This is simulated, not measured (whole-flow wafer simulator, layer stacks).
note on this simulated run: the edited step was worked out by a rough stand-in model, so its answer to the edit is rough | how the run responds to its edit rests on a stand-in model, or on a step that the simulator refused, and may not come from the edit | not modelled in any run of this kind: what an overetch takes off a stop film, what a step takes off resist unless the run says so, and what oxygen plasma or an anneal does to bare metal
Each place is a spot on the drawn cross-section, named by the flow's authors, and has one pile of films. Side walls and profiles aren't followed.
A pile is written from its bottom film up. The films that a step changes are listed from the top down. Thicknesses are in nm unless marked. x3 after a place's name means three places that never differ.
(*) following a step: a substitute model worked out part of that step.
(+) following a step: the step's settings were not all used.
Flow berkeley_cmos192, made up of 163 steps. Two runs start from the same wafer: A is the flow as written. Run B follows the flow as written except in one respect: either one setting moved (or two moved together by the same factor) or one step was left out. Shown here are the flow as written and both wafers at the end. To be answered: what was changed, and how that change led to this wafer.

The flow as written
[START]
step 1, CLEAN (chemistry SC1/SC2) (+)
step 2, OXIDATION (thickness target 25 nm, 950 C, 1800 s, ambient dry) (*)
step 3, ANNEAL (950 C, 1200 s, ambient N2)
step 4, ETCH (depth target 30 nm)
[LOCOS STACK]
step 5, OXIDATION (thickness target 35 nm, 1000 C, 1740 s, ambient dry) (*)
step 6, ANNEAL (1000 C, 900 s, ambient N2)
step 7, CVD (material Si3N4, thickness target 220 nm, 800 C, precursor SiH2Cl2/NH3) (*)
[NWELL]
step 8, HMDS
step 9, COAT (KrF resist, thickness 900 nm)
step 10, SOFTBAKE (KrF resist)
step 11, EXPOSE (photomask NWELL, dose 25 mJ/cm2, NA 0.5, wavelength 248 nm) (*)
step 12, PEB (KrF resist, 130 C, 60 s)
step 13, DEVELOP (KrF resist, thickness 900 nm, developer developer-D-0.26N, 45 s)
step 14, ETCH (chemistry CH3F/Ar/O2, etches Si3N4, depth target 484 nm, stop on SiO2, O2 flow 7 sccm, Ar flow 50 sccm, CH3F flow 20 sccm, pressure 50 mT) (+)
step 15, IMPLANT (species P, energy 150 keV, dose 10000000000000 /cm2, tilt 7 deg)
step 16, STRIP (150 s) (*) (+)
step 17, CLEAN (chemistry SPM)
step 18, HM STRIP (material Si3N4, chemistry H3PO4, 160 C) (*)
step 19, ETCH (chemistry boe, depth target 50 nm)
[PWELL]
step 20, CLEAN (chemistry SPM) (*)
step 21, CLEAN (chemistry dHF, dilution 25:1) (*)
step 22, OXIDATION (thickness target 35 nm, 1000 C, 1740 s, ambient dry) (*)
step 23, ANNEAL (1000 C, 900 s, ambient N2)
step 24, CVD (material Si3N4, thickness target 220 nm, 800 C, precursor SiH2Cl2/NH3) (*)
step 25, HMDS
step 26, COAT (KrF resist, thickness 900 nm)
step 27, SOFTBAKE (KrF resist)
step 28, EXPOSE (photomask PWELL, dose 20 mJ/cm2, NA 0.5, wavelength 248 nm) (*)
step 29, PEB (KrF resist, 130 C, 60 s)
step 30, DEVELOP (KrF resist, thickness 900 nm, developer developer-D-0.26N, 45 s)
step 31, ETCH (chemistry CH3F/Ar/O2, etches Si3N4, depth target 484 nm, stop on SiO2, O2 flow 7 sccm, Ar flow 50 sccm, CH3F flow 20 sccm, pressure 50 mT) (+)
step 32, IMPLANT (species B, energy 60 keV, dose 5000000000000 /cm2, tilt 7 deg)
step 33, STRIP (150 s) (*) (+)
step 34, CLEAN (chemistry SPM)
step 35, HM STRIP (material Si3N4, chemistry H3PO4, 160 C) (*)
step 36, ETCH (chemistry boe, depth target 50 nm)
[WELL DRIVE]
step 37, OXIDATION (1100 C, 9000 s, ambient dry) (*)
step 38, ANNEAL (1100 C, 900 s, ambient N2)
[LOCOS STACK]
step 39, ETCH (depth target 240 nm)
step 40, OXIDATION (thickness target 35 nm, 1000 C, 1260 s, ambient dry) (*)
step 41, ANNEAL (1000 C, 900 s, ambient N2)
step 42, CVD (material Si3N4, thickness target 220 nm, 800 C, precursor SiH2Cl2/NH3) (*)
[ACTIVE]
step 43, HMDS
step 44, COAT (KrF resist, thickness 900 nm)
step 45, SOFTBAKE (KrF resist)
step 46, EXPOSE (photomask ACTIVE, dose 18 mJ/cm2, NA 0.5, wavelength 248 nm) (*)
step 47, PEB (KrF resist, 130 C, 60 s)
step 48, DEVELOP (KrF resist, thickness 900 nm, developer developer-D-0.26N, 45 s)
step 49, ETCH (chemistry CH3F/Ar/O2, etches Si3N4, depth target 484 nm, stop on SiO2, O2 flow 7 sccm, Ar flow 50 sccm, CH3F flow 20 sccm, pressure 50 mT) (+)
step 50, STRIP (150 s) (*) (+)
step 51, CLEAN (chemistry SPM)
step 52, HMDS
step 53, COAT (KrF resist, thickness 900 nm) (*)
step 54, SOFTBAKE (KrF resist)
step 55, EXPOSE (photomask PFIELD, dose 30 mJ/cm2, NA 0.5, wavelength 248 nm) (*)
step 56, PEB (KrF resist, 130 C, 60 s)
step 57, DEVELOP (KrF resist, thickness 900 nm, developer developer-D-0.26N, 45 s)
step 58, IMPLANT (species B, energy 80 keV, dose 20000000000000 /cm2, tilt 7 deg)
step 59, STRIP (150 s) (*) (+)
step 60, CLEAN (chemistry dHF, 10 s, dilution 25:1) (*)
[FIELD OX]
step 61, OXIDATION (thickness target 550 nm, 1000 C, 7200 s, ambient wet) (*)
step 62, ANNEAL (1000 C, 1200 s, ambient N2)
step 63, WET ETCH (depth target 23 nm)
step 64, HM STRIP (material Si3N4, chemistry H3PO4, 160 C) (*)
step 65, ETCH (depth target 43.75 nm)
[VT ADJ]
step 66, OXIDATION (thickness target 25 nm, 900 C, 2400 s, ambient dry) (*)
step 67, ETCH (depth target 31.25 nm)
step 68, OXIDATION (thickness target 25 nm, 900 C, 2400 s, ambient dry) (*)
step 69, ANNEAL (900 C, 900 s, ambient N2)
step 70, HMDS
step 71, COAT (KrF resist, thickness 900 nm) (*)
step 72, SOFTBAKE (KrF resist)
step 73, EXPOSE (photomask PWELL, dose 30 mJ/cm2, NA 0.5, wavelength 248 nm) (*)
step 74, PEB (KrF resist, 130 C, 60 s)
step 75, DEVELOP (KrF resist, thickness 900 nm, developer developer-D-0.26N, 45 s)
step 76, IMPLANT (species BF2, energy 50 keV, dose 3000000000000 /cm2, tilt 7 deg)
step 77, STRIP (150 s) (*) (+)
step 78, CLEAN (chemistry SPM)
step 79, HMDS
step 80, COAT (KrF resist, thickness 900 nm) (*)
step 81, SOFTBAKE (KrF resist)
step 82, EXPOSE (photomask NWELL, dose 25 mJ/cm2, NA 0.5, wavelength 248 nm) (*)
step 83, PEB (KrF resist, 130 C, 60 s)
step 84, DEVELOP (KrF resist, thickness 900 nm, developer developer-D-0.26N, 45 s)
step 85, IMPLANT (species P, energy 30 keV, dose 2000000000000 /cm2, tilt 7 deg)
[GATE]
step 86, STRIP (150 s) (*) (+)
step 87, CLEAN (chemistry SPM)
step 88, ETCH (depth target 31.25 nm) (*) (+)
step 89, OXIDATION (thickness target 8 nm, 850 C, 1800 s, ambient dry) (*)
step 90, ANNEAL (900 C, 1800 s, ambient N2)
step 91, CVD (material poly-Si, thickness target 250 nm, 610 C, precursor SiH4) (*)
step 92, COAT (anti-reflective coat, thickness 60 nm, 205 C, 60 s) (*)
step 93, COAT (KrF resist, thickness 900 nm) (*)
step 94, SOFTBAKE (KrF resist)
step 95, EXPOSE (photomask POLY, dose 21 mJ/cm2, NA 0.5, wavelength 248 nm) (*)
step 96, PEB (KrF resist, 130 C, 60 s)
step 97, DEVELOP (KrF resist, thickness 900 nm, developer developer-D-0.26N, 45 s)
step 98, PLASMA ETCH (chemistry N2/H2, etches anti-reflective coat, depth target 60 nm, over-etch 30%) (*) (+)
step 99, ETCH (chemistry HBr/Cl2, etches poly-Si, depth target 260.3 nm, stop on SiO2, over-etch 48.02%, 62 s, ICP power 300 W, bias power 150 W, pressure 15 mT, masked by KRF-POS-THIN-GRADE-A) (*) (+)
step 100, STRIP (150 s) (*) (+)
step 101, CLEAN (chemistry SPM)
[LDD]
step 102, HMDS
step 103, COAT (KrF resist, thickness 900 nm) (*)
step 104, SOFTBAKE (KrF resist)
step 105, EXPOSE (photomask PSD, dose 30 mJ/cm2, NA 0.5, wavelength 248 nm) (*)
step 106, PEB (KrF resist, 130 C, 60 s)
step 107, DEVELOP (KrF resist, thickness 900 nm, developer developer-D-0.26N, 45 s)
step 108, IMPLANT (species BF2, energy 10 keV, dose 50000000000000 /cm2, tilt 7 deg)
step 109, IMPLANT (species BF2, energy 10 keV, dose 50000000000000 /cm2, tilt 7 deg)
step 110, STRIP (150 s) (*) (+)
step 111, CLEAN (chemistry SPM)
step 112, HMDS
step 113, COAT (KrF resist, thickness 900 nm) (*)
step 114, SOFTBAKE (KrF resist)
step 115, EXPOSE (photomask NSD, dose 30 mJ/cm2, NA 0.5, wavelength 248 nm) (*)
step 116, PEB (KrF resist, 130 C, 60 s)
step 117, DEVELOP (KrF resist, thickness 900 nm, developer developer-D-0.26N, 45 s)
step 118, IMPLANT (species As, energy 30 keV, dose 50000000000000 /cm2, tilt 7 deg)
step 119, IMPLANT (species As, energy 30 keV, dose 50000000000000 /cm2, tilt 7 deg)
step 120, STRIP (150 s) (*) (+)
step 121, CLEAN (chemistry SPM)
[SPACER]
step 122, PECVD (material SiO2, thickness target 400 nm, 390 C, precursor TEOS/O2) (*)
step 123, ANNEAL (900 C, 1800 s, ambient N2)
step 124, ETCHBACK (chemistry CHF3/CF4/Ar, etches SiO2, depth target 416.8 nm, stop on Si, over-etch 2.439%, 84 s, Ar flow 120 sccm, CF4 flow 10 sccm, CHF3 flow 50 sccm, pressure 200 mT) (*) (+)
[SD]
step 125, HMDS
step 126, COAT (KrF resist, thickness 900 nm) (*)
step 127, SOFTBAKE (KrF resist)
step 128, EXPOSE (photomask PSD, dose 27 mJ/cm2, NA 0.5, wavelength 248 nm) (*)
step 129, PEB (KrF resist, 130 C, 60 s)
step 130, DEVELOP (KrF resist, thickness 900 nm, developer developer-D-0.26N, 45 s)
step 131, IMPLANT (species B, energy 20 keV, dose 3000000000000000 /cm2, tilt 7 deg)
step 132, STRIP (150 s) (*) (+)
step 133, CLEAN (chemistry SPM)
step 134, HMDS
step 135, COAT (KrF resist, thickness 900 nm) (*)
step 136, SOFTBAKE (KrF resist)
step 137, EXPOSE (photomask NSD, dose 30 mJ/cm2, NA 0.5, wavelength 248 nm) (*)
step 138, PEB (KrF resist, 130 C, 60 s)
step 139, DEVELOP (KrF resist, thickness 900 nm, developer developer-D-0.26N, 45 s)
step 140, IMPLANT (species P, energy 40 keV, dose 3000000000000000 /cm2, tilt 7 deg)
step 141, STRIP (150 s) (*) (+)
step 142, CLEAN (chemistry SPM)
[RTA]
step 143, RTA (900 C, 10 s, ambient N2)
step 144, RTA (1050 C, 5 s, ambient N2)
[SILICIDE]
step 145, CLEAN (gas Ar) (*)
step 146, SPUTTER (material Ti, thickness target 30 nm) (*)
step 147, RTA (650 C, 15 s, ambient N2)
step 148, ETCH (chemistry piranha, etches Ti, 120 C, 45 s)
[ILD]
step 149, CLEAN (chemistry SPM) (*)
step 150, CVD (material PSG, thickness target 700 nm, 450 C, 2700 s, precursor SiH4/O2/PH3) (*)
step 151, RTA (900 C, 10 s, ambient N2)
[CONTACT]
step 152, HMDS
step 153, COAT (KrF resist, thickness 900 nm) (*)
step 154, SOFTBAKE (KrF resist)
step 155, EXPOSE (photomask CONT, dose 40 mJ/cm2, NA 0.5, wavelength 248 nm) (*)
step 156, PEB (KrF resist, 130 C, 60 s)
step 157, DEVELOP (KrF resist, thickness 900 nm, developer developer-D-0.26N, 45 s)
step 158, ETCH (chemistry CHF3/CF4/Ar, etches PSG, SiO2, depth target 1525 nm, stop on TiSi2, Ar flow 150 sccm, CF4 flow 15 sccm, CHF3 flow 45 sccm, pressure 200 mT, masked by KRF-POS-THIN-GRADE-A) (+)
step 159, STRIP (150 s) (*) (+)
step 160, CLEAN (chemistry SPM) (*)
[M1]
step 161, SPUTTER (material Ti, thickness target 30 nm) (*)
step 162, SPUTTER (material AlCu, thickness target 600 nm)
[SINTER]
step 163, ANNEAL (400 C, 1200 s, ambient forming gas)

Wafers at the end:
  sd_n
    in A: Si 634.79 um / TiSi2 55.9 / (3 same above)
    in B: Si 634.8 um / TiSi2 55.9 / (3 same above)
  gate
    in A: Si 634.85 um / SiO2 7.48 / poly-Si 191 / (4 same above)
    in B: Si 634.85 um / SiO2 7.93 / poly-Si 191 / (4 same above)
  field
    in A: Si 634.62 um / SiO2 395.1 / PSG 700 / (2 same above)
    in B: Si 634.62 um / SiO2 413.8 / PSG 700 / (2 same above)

The reason: step 88, ETCH: depth target 12.5 nm was run, though the flow has depth target 31.25 nm.

The path from the change to this, step by step:
  step 88, ETCH (depth target 31.25 nm) (*) (+)
      sd_n, spacer_n, gate, sd_p, spacer_p, gate_p, contact, m1: A -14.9 SiO2 (all of it) | B -12.5 SiO2
      field: A -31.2 SiO2 | B -12.5 SiO2
  step 89, OXIDATION (thickness target 8 nm, 850 C, 1800 s, ambient dry) (*)
      sd_n, spacer_n, gate, sd_p, spacer_p, gate_p, contact, m1: A +7.48 SiO2 (new film), -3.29 Si | B +5.48 SiO2, -2.41 Si
  step 92, COAT (anti-reflective coat, thickness 60 nm, 205 C, 60 s) (*)
      sd_n: A +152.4 anti-reflective coat (new film) | B +164.6 anti-reflective coat (new film)
      spacer_n: A +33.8 anti-reflective coat (new film) | B +29.6 anti-reflective coat (new film)
      (also at 6 further places)
  step 98, PLASMA ETCH (chemistry N2/H2, etches anti-reflective coat, depth target 60 nm, over-etch 30%) (*) (+)
      sd_n: A -152.4 anti-reflective coat (all of it), -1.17 poly-Si | B -164.6 anti-reflective coat (all of it), -1.27 poly-Si
      spacer_n: A -33.8 anti-reflective coat (all of it), -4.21 poly-Si | B -29.6 anti-reflective coat (all of it), -4.73 poly-Si
      (also at 4 further places)
  step 100, STRIP (150 s) (*) (+)
      gate: A +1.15 chemical SiO2 (new film), -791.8 KrF resist (all of it), -30 anti-reflective coat (all of it), -0.51 poly-Si | B +1.15 chemical SiO2 (new film), -806.4 KrF resist (all of it), -25.6 anti-reflective coat (all of it), -0.51 poly-Si
      gate_p: A +1.15 chemical SiO2 (new film), -765.1 KrF resist (all of it), -31 anti-reflective coat (all of it), -0.51 poly-Si | B +1.15 chemical SiO2 (new film), -774.6 KrF resist (all of it), -28 anti-reflective coat (all of it), -0.51 poly-Si
  step 147, RTA (650 C, 15 s, ambient N2)
      sd_p: A -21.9 Ti, +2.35 TiSi first (new film), +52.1 TiSi2 C49 (new film), -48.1 Si | B -21.6 Ti, +1.61 TiSi first (new film), +52.4 TiSi2 C49 (new film), -47.9 Si
  step 151, RTA (900 C, 10 s, ambient N2)
      sd_p: A under 1 film: +52.2 TiSi2 (new film), -2.25 TiSi first (all of it), -52.1 TiSi2 C49 (all of it), -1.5 Si | B under 1 film: +51.5 TiSi2 (new film), -1.51 TiSi first (all of it), -52.4 TiSi2 C49 (all of it), -1 Si
